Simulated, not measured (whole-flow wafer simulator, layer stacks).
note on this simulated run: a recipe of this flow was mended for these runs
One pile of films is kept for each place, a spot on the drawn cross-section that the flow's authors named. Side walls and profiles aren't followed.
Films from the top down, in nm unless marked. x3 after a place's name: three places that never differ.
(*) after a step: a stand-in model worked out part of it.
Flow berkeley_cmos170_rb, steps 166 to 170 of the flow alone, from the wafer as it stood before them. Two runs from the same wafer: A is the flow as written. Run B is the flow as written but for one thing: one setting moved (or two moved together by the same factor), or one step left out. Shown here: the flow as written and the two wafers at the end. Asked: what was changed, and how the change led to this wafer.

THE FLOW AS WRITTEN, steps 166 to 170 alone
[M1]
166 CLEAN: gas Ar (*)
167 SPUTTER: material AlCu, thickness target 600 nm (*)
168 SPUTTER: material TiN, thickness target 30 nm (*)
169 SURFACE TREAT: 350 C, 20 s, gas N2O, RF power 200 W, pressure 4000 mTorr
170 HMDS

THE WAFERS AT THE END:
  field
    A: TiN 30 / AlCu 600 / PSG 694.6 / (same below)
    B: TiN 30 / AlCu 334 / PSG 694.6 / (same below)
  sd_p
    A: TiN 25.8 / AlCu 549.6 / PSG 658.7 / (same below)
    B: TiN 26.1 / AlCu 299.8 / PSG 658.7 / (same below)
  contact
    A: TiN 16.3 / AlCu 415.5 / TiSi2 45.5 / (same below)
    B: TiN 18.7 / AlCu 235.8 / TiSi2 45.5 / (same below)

The cause: step 167, SPUTTER: thickness target 334 nm was run, where the flow has thickness target 600 nm.
It can be read off the wafer: field has AlCu 334, and step 167 as written asks for 600 nm.

How the change led to this, step by step:
  167 SPUTTER: material AlCu, thickness target 600 nm (*)
      field, sd_n, spacer_n, gate, spacer_p, gate_p, m1: A AlCu +600 (new film) | B AlCu +334 (new film)
      sd_p: A AlCu +549.6 (new film) | B AlCu +299.8 (new film)
      (and at 1 more place)
  168 SPUTTER: material TiN, thickness target 30 nm (*)
      contact: A TiN +16.3 (new film) | B TiN +18.7 (new film)
